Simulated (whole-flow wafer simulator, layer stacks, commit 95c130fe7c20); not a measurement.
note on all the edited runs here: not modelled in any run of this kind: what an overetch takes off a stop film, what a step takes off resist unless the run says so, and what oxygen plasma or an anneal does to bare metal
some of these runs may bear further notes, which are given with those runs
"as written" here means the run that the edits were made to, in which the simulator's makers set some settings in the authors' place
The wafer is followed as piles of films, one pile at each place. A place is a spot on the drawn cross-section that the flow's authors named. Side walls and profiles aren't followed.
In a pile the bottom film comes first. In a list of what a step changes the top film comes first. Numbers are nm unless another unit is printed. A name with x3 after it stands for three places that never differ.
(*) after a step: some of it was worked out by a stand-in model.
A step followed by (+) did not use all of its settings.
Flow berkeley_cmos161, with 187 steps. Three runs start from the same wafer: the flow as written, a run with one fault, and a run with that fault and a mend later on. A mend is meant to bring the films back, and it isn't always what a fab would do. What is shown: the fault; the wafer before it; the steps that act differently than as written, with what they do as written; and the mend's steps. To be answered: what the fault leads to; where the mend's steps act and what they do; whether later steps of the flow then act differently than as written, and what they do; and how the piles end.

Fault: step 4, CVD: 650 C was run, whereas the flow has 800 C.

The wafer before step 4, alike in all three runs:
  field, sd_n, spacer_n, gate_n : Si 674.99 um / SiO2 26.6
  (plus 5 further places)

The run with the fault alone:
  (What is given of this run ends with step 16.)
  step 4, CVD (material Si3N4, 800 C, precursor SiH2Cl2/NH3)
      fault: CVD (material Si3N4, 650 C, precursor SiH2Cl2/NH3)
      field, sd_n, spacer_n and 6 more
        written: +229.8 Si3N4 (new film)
        fault: +14.7 Si3N4 (new film)
  Steps further on in the flow that do not act as written (not shown: 1 more step that differs only slightly, by at most 2% or 0.5 nm, whichever is larger):
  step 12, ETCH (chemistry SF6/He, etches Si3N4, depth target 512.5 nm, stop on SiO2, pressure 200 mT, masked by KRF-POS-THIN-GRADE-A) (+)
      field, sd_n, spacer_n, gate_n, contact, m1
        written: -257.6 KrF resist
        fault: -23.8 KrF resist
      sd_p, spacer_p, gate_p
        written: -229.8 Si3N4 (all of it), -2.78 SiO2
        fault: -14.7 Si3N4 (all of it), -2.78 SiO2
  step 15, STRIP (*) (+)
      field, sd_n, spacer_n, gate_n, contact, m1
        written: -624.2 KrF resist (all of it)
        fault: -857.8 KrF resist (all of it)
  Once step 16 is done, the piles at field, sd_n, spacer_n, gate_n, contact, m1 depart from the flow's by more than 2% or 0.5 nm, whichever is larger.
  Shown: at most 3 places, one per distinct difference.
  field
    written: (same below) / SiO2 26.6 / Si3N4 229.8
    fault: (same below) / SiO2 26.6 / Si3N4 14.7

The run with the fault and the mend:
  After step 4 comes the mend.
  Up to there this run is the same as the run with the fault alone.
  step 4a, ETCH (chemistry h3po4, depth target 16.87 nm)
      field, sd_n, spacer_n and 6 more
        -14.7 Si3N4 (all of it)
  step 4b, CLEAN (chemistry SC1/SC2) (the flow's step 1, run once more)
      leaves every film unchanged at each place that is followed
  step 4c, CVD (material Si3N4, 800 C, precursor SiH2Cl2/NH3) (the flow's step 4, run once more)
      field, sd_n, spacer_n and 6 more
        +229.8 Si3N4 (new film)
  Every later step of the flow that is run acts as written at every place that is followed.
  The piles end the same as the flow's at every place that both follow.
